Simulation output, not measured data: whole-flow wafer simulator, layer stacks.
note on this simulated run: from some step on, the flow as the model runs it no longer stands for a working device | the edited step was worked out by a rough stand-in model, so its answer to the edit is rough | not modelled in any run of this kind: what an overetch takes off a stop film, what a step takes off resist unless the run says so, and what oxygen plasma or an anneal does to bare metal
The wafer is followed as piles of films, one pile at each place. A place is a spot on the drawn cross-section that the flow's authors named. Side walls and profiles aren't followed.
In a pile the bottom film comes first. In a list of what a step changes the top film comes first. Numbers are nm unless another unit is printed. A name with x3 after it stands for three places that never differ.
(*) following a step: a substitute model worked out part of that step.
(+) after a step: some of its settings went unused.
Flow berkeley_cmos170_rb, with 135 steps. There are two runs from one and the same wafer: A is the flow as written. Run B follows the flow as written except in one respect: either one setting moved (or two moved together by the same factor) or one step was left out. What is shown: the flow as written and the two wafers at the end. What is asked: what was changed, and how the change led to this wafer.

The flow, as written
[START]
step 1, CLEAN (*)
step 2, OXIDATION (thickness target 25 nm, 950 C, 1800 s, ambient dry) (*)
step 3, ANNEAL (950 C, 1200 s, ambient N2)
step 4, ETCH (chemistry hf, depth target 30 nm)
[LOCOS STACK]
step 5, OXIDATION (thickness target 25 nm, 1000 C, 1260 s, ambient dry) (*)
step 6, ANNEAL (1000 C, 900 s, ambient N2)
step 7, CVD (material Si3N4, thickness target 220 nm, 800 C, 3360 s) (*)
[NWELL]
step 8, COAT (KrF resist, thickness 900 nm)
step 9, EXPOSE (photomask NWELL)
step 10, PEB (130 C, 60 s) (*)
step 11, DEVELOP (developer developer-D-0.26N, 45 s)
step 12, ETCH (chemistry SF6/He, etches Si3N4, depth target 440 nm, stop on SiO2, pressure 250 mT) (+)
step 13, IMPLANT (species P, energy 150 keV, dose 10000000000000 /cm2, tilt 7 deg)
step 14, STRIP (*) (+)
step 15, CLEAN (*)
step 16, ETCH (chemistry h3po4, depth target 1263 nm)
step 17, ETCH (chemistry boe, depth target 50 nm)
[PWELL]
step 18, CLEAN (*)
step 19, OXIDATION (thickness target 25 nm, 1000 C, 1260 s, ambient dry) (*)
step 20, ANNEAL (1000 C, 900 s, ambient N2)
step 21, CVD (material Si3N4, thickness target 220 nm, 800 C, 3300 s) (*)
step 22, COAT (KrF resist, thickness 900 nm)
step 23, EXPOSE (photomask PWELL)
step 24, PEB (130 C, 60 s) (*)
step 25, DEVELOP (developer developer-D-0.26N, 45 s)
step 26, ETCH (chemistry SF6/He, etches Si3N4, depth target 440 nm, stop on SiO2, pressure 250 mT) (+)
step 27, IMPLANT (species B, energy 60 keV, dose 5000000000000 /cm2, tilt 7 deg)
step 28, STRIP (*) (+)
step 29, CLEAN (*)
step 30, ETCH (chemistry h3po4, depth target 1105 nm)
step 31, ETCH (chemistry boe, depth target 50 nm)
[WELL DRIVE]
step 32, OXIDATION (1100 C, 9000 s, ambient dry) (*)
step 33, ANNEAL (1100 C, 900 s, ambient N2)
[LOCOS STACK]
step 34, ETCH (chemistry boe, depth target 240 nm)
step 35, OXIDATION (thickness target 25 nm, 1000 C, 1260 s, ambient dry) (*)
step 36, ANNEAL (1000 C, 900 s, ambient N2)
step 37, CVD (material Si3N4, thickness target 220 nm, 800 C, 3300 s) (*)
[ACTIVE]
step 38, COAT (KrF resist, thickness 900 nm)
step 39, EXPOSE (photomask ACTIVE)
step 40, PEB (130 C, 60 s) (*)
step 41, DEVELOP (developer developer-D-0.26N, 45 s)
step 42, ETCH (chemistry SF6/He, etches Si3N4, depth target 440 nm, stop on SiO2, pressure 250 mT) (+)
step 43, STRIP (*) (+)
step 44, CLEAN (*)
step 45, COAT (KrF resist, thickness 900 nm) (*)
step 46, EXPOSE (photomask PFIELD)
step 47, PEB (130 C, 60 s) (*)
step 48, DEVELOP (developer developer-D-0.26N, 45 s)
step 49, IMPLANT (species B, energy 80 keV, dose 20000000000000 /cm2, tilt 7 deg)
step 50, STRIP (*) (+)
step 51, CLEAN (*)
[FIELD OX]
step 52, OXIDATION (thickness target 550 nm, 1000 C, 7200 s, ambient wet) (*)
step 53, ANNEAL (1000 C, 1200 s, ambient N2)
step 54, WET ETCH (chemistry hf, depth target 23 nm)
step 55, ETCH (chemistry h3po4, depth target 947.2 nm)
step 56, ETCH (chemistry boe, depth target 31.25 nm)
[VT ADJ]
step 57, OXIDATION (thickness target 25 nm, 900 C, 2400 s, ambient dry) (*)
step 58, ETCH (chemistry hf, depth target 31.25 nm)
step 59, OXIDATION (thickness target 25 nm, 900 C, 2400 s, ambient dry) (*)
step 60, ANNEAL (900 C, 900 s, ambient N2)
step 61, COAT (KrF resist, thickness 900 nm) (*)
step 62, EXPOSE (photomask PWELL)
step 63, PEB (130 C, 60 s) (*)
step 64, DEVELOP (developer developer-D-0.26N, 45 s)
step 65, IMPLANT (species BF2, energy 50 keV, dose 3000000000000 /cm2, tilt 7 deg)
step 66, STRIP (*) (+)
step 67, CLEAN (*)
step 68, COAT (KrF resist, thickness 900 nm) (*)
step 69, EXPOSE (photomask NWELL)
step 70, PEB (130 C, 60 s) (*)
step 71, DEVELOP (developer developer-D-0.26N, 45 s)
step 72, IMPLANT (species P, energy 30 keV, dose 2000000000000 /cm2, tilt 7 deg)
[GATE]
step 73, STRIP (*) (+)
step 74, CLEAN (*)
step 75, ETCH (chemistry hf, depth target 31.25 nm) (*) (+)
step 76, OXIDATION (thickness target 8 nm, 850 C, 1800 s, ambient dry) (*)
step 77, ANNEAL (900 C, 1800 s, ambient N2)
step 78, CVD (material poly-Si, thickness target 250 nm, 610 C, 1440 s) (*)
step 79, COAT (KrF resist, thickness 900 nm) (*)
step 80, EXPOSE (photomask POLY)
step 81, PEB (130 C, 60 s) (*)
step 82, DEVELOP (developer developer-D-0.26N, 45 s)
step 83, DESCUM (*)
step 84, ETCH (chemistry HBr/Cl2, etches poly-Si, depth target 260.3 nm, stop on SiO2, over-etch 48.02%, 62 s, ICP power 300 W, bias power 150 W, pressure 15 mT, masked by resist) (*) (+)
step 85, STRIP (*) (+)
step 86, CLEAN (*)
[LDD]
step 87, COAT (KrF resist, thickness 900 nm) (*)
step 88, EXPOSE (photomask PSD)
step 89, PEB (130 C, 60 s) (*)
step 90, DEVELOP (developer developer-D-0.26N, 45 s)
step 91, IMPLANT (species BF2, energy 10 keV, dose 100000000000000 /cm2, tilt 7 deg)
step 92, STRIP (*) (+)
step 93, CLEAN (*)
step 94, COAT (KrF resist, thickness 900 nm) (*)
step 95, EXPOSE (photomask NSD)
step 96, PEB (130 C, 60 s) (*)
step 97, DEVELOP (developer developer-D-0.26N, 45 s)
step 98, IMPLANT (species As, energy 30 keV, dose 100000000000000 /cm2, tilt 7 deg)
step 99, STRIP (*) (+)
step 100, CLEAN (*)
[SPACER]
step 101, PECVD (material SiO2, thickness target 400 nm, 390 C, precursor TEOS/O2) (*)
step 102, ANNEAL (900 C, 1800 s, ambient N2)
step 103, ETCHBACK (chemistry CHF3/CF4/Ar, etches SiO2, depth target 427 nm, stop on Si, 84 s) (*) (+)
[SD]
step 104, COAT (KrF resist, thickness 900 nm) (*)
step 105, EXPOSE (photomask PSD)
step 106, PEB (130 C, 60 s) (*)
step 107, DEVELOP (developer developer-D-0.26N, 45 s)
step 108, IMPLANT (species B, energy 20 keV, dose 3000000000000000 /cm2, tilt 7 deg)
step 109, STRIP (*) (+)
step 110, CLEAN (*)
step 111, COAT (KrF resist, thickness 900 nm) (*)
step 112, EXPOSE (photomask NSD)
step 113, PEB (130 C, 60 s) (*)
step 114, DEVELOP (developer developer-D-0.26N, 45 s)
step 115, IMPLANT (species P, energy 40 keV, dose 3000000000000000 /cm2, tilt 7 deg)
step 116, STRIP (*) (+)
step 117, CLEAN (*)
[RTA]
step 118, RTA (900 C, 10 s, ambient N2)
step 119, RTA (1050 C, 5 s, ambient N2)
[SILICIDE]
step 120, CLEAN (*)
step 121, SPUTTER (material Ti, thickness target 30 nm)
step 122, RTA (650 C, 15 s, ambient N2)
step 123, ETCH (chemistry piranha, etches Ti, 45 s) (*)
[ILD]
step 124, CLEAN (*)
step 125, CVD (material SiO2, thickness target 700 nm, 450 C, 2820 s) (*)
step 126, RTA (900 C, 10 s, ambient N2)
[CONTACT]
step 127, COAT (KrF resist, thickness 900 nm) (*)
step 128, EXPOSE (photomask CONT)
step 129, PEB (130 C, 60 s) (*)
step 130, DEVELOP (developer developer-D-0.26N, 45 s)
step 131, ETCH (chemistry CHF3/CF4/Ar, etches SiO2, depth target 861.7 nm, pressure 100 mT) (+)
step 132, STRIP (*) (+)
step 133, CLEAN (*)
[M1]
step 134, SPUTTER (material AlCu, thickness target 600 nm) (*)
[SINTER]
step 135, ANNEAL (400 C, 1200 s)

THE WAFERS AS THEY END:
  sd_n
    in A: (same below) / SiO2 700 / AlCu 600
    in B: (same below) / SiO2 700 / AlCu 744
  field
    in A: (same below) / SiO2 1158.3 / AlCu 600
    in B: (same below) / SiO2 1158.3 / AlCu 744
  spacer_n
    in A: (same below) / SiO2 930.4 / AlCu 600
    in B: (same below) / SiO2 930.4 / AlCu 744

The reason: step 134, SPUTTER: thickness target 744 nm was run, while the flow as written has thickness target 600 nm.
The wafer itself shows it: sd_n has AlCu 744, and step 134 as written asks for 600 nm.

The path from the change to this, step by step:
  step 134, SPUTTER (material AlCu, thickness target 600 nm) (*)
      field, sd_n, spacer_n, gate, spacer_p, gate_p, m1: A +600 AlCu (new film) | B +744 AlCu (new film)
      sd_p: A +545.9 AlCu (new film) | B +684.1 AlCu (new film)
      (and at 1 other place as well)
